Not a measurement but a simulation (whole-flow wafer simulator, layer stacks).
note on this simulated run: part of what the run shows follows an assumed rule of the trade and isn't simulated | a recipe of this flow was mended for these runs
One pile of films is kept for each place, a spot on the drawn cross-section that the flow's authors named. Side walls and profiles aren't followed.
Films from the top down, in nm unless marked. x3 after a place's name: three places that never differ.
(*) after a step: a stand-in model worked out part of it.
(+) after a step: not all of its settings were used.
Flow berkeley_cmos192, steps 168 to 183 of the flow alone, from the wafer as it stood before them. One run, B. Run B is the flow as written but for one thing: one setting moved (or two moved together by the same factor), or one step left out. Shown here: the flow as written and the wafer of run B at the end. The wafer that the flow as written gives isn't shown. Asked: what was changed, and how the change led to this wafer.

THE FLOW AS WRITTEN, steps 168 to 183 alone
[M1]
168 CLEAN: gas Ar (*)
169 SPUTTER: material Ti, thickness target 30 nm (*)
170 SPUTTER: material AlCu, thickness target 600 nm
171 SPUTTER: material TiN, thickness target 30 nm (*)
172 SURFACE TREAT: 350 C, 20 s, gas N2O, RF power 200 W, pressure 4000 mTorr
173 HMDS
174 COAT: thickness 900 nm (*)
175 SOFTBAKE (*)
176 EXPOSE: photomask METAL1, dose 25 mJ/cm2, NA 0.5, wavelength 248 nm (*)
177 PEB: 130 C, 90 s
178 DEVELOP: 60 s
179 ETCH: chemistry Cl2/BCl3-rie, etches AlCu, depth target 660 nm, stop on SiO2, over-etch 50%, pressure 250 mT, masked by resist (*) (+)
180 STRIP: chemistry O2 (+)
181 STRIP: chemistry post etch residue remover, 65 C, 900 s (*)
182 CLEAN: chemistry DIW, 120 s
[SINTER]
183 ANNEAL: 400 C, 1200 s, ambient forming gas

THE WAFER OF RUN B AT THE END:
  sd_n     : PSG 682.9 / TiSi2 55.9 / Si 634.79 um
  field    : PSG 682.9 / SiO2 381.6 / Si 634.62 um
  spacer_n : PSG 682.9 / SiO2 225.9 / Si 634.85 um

The cause: step 179, ETCH: depth target 502 nm was run, where the flow has depth target 660 nm.

How the change led to this, step by step:
  179 ETCH: chemistry Cl2/BCl3-rie, etches AlCu, depth target 660 nm, stop on SiO2, over-etch 50%, pressure 250 mT, masked by resist (*) (+)
      field, sd_n, spacer_n, gate, spacer_p, gate_p: TiN -30 (all of it), AlCu -600 (all of it), Ti -30 (all of it), PSG -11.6 (as written it would be: TiN -30 (all of it), AlCu -600 (all of it), Ti -30 (all of it), PSG -41.2)
      contact, m1: KrF-resist -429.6 (as written it would be: KrF-resist -495)
      (and at 1 more place)
  180 STRIP: chemistry O2 (+)
      contact: KrF-resist -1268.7 (all of it) (as written it would be: KrF-resist -1203.2 (all of it))
      m1: KrF-resist -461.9 (all of it) (as written it would be: KrF-resist -396.5 (all of it))
